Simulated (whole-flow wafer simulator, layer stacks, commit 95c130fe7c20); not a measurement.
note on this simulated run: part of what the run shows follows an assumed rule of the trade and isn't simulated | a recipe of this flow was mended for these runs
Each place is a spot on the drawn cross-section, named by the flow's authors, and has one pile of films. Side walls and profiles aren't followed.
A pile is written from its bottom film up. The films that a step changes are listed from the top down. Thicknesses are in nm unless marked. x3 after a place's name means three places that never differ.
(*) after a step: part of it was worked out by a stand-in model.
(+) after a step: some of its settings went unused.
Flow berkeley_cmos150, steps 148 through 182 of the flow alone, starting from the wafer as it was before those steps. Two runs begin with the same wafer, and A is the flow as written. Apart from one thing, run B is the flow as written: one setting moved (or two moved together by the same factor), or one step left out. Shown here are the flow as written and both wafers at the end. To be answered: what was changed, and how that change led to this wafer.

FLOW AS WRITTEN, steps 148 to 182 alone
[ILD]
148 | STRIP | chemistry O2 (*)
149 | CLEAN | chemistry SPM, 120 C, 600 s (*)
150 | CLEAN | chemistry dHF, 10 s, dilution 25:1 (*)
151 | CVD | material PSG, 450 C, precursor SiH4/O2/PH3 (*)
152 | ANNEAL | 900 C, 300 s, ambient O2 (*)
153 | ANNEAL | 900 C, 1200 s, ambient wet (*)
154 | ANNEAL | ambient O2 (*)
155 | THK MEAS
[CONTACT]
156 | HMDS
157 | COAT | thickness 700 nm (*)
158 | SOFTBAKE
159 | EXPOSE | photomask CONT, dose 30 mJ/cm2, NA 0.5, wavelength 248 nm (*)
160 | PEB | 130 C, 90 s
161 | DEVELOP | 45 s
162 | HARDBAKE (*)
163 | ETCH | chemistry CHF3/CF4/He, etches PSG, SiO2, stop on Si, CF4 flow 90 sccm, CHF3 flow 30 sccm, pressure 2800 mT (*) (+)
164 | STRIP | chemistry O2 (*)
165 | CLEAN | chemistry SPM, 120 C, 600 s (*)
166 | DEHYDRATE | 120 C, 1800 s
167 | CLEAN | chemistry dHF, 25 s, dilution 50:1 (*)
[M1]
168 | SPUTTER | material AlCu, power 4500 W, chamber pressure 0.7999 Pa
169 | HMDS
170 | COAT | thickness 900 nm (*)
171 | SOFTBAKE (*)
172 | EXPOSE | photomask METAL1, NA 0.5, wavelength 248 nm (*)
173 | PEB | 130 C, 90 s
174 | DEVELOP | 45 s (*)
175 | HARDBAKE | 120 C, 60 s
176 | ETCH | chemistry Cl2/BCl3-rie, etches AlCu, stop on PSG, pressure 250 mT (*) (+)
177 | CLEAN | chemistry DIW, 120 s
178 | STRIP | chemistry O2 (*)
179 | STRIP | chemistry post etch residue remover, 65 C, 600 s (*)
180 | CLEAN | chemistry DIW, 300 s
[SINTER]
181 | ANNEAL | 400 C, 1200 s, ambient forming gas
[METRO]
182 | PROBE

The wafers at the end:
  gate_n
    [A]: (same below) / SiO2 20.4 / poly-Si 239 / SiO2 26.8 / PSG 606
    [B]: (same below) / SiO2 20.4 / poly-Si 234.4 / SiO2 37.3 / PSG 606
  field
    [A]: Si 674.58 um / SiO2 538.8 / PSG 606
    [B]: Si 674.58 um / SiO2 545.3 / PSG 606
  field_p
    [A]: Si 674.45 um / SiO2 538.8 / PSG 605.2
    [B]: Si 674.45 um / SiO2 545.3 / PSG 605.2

The reason: step 153, ANNEAL: 1680 s was run, though the flow has 1200 s.

Step by step, how the change led to this:
  153 | ANNEAL | 900 C, 1200 s, ambient wet (*)
      sd_n, contact, m1: A PSG loses 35, SiO2 gains 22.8, Si loses 10 | B PSG loses 35, SiO2 gains 31.8, Si loses 14
      field, field_p: A PSG loses 35, SiO2 gains 16.3, Si loses 7.15 | B PSG loses 35, SiO2 gains 22.7, Si loses 10
      (and at 3 other places as well)
  163 | ETCH | chemistry CHF3/CF4/He, etches PSG, SiO2, stop on Si, CF4 flow 90 sccm, CHF3 flow 30 sccm, pressure 2800 mT (*) (+)
      contact: A PSG loses 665 (all of it), SiO2 loses 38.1 (all of it), Si loses 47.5 | B PSG loses 665 (all of it), SiO2 loses 47.1 (all of it), Si loses 47.5
